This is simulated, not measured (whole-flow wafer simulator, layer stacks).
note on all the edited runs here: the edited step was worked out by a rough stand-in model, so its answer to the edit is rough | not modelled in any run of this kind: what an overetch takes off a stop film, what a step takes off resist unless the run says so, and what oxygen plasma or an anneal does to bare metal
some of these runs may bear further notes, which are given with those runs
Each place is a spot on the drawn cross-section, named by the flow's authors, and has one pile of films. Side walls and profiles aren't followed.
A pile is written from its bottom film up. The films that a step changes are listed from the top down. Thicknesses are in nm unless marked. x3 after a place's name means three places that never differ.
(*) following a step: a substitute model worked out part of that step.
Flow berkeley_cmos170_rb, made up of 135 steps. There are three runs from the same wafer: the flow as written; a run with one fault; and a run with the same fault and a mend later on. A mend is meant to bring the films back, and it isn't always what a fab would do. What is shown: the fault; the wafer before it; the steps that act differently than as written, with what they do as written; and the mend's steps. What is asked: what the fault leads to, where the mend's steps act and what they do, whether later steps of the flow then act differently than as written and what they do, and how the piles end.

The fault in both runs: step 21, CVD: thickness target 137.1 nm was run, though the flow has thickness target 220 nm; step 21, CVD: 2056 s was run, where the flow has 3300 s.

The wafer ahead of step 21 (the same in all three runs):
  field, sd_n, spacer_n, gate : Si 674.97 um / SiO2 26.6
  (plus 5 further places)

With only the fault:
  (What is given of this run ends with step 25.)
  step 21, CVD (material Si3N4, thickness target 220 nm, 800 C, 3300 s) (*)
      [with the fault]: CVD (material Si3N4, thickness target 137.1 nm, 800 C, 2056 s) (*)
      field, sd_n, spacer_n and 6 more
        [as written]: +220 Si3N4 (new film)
        [with the fault]: +137.1 Si3N4 (new film)
  Later steps of the flow up to step 25 that are run all act as written at every place that is followed.
  Once step 25 is done, the piles at field, sd_n, spacer_n and 6 more depart from the flow's by more than 2% or 0.5 nm, whichever is larger.
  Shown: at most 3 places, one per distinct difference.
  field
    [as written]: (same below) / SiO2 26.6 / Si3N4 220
    [with the fault]: (same below) / SiO2 26.6 / Si3N4 137.1
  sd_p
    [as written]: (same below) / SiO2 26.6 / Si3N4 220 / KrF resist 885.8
    [with the fault]: (same below) / SiO2 26.6 / Si3N4 137.1 / KrF resist 885.8

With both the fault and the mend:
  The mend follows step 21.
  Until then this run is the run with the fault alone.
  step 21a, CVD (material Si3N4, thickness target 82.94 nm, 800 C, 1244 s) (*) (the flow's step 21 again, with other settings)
      field, sd_n, spacer_n and 6 more
        +82.9 Si3N4
  Later steps of the flow that are run all act as written at every place that is followed, up to a difference of at most 2% or 0.5 nm, whichever is larger.
  At every place that both follow, the piles at the end match the flow's.
